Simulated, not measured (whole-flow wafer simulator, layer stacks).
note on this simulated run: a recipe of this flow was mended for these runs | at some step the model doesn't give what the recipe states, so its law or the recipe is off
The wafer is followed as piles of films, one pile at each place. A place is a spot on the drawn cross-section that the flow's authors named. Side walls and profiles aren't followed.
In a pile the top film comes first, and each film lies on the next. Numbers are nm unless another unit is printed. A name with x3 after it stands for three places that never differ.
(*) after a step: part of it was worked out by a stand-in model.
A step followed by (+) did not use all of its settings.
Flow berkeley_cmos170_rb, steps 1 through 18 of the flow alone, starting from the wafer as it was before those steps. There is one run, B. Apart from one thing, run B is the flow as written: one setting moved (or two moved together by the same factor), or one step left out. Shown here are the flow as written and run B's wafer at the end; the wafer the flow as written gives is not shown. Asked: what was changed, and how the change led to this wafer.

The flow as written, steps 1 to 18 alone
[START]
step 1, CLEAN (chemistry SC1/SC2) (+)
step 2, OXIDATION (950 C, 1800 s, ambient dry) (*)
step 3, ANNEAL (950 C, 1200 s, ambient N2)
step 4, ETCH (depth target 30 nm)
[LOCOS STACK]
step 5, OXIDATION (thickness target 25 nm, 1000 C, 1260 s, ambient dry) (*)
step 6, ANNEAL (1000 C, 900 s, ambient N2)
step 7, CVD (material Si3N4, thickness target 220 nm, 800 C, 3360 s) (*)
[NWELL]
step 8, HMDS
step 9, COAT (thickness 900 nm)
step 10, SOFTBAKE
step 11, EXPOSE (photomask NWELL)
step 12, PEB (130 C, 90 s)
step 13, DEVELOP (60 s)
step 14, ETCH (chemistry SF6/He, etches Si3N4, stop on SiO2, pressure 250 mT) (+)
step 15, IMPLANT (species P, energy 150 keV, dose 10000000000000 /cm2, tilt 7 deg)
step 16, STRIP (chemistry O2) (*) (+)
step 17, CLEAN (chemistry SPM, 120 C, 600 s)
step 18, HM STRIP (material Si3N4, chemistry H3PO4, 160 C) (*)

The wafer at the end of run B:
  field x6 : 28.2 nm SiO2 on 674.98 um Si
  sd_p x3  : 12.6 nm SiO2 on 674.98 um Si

What caused this: step 4, ETCH: depth target 6 nm was run, while the flow as written has depth target 30 nm.

Step by step, how the change led to this:
  step 4, ETCH (depth target 30 nm)
      field x6, sd_p x3: SiO2 loses 6 (as written it would have been: SiO2 loses 20.7 (all of it))
  step 5, OXIDATION (thickness target 25 nm, 1000 C, 1260 s, ambient dry) (*)
      field x6, sd_p x3: SiO2 gains 16.9, Si loses 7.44 (as written it would have been: SiO2 gains 26.6 (new film), Si loses 11.7)
